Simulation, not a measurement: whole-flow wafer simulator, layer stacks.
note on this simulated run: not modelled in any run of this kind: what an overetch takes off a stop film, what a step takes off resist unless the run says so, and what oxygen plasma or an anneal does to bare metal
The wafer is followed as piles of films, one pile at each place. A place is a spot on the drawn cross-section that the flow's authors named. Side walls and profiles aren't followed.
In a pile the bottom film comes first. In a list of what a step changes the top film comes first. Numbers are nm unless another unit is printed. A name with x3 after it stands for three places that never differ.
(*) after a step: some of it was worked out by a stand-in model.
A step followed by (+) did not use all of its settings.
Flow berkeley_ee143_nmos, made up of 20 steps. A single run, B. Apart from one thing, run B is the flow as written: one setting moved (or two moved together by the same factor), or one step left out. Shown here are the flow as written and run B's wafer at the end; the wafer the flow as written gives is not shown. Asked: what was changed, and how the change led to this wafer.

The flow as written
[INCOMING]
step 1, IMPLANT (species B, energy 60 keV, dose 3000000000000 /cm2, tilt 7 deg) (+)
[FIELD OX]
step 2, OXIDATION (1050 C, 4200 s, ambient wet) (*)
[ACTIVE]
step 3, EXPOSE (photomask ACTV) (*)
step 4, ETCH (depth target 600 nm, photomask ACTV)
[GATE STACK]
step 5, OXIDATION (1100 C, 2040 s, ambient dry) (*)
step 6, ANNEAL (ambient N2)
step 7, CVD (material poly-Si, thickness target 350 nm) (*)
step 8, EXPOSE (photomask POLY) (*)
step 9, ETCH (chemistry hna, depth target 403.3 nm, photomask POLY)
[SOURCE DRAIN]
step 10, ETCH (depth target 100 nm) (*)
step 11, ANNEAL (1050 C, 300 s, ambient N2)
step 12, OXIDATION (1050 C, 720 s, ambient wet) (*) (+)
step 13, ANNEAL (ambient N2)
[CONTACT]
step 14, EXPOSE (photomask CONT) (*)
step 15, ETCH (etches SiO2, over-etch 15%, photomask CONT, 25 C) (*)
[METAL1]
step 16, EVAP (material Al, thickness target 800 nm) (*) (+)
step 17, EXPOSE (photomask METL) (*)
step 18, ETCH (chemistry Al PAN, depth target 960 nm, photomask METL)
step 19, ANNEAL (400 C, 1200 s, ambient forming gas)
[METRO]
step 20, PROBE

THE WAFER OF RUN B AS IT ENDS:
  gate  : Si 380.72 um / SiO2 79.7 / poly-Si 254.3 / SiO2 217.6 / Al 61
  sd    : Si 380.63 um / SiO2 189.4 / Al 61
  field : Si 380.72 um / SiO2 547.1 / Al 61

The reason: step 18, ETCH: depth target 739 nm was run, while the flow as written has depth target 960 nm.

The path from the change to this, step by step:
  step 18, ETCH (chemistry Al PAN, depth target 960 nm, photomask METL)
      gate, sd, field: Al loses 739 (in the flow as written it would be: Al loses 800 (all of it))
If metal films that touch count as one body, gate has 1 body; the flow as written gives 0 bodies.
If metal films that touch count as one body, sd has 1 body; the flow as written gives 0 bodies.
If metal films that touch count as one body, field has 1 body; the flow as written gives 0 bodies.
